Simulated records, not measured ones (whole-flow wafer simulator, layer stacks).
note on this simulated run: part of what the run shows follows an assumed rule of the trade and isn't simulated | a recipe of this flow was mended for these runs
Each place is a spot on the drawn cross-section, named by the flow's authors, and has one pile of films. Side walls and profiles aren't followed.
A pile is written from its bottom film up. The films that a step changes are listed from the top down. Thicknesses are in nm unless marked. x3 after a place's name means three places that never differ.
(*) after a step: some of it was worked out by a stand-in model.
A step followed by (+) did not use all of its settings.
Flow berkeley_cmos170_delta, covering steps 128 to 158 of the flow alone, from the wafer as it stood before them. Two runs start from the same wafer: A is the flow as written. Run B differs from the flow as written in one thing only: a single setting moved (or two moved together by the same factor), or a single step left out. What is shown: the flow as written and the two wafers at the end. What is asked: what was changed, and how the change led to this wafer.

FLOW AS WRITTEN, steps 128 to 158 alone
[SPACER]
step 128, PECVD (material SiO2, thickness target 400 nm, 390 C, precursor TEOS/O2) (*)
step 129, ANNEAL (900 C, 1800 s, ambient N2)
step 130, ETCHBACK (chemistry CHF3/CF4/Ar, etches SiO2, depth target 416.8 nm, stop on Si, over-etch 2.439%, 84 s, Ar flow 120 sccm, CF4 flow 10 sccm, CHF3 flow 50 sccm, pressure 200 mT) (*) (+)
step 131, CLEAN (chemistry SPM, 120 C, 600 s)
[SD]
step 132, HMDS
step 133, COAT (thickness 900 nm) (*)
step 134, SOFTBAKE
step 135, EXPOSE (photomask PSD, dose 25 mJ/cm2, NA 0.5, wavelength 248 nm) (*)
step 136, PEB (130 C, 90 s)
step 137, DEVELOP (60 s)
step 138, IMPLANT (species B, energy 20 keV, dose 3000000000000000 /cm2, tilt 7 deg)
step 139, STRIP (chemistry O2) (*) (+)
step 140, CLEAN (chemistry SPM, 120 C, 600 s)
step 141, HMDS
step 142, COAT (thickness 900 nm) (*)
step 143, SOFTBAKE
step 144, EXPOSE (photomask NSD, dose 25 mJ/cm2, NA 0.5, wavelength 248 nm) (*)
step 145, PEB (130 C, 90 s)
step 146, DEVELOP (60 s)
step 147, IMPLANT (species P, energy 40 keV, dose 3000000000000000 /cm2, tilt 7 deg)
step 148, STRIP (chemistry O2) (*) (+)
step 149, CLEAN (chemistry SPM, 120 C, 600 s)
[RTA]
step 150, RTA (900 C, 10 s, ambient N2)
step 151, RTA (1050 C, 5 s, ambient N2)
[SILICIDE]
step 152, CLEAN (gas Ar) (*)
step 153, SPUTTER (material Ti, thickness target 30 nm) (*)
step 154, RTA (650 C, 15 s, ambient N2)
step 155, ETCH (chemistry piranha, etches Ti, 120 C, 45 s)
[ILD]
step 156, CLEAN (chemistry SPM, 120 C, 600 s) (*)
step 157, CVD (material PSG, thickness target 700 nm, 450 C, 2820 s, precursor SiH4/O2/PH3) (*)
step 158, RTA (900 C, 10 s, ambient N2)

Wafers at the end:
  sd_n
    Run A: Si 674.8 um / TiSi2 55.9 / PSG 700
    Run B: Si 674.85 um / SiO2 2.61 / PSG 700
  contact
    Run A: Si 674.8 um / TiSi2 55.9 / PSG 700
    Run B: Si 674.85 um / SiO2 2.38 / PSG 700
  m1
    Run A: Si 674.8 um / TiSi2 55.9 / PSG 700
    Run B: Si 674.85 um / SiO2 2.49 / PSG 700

What caused this: step 128, PECVD: thickness target 429 nm was run, whereas the flow has thickness target 400 nm.

The path from the change to this, step by step:
  step 128, PECVD (material SiO2, thickness target 400 nm, 390 C, precursor TEOS/O2) (*)
      field, sd_n, contact, m1: A SiO2 gains 400 | B SiO2 gains 429
      spacer_n, sd_p, spacer_p: A SiO2 gains 383.7 | B SiO2 gains 411.4
      (as well as at 2 more places)
  step 130, ETCHBACK (chemistry CHF3/CF4/Ar, etches SiO2, depth target 416.8 nm, stop on Si, over-etch 2.439%, 84 s, Ar flow 120 sccm, CF4 flow 10 sccm, CHF3 flow 50 sccm, pressure 200 mT) (*) (+)
      sd_n: A SiO2 loses 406 (all of it), Si loses 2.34 | B SiO2 loses 427
      gate: A SiO2 loses 400 (all of it), chemical SiO2 loses 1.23 (all of it), poly-Si loses 2.34 | B SiO2 loses 427
      (as well as at 4 more places)
  step 131, CLEAN (chemistry SPM, 120 C, 600 s)
      sd_n, contact, m1: A chemical SiO2 gains 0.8 (new film), Si loses 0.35 | B nothing
      gate, gate_p: A chemical SiO2 gains 0.8 (new film), poly-Si loses 0.35 | B nothing
  step 133, COAT (thickness 900 nm) (*)
      gate: A KrF-resist gains 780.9 (new film) | B KrF-resist gains 797.9 (new film)
  step 139, STRIP (chemistry O2) (*) (+)
      gate: A KrF-resist loses 764.3 (all of it), chemical SiO2 gains 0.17, poly-Si loses 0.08 | B KrF-resist loses 781.2 (all of it)
  step 142, COAT (thickness 900 nm) (*)
      gate: A KrF-resist gains 780.9 (new film) | B KrF-resist gains 797.9 (new film)
  step 146, DEVELOP (60 s)
      gate: A KrF-resist loses 779.2 (all of it) | B KrF-resist loses 796.2 (all of it)
  step 152, CLEAN (gas Ar) (*)
      sd_n, contact, m1: A chemical SiO2 loses 1.24 (all of it) | B SiO2 loses 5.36
      gate: A chemical SiO2 loses 1.24 (all of it), poly-Si loses 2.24 | B SiO2 loses 2 (all of it), chemical SiO2 loses 1.23 (all of it), poly-Si loses 1.15
      (as well as at 1 more place)
  step 154, RTA (650 C, 15 s, ambient N2)
      sd_n, contact, m1: A Ti loses 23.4, TiSi first gains 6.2 (new film), TiSi2 C49 gains 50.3 (new film), Si loses 49 | B nothing
      sd_p: A Ti loses 21.5, TiSi first gains 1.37 (new film), TiSi2 C49 gains 52.5 (new film), Si loses 47.8 | B Ti loses 21.1, TiSi first gains 0.52 (new film), TiSi2 C49 gains 52.9 (new film), Si loses 47.6
  step 155, ETCH (chemistry piranha, etches Ti, 120 C, 45 s)
      sd_n, contact, m1: A Ti loses 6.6 (all of it), TiSi first loses 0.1 | B Ti loses 30 (all of it)
  step 158, RTA (900 C, 10 s, ambient N2)
      sd_n, contact, m1: A under 1 film: TiSi2 gains 55.9 (new film), TiSi first loses 6.09 (all of it), TiSi2 C49 loses 50.3 (all of it), Si loses 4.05 | B nothing
      sd_p: A under 1 film: TiSi2 gains 51.3 (new film), TiSi first loses 1.27 (all of it), TiSi2 C49 loses 52.5 (all of it), Si loses 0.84 | B under 1 film: TiSi2 gains 50.4 (new film), TiSi first loses 0.42 (all of it), TiSi2 C49 loses 52.9 (all of it), Si loses 0.28
